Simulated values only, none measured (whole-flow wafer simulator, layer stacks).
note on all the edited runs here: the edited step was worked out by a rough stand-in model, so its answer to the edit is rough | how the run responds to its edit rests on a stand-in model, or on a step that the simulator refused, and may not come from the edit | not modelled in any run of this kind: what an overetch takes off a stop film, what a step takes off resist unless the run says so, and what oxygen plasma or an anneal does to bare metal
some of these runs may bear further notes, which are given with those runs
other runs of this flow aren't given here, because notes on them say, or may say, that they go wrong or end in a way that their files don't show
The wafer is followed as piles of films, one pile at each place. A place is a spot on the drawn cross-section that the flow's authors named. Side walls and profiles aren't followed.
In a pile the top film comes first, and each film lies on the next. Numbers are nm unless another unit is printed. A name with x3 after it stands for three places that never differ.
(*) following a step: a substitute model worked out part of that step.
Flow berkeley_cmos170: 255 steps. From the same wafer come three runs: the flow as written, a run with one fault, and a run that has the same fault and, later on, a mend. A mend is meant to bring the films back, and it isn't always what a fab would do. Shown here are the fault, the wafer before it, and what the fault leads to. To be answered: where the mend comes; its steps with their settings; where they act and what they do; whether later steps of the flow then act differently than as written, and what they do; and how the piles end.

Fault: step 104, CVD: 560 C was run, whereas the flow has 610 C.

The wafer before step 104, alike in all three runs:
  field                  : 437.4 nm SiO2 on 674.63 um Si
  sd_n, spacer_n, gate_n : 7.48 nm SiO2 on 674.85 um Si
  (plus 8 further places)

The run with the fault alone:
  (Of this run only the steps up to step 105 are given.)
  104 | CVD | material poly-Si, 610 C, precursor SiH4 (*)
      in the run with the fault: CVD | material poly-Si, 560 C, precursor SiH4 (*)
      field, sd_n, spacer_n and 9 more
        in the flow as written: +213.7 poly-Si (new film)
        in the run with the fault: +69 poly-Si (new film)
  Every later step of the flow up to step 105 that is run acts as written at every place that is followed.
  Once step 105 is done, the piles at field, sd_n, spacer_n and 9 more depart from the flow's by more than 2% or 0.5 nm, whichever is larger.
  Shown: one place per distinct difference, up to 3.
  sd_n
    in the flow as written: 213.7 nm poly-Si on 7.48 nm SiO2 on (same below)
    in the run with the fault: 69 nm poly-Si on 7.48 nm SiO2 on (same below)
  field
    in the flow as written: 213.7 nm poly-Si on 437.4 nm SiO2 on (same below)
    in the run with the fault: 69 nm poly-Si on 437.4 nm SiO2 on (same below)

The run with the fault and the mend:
  The mend follows step 105.
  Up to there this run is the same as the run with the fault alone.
  105a | CVD | material poly-Si, 610 C, precursor SiH4 (*) (the flow's step 104, run once more with other settings, which are not printed)
      field, sd_n, spacer_n and 9 more
        +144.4 poly-Si
  Every later step of the flow that is run acts as written, at every place that is followed, to within 2% or 0.5 nm, whichever is larger.
  The piles end only slightly different from the flow's at the places that both follow, by no more than 2% or 0.5 nm, whichever is larger.
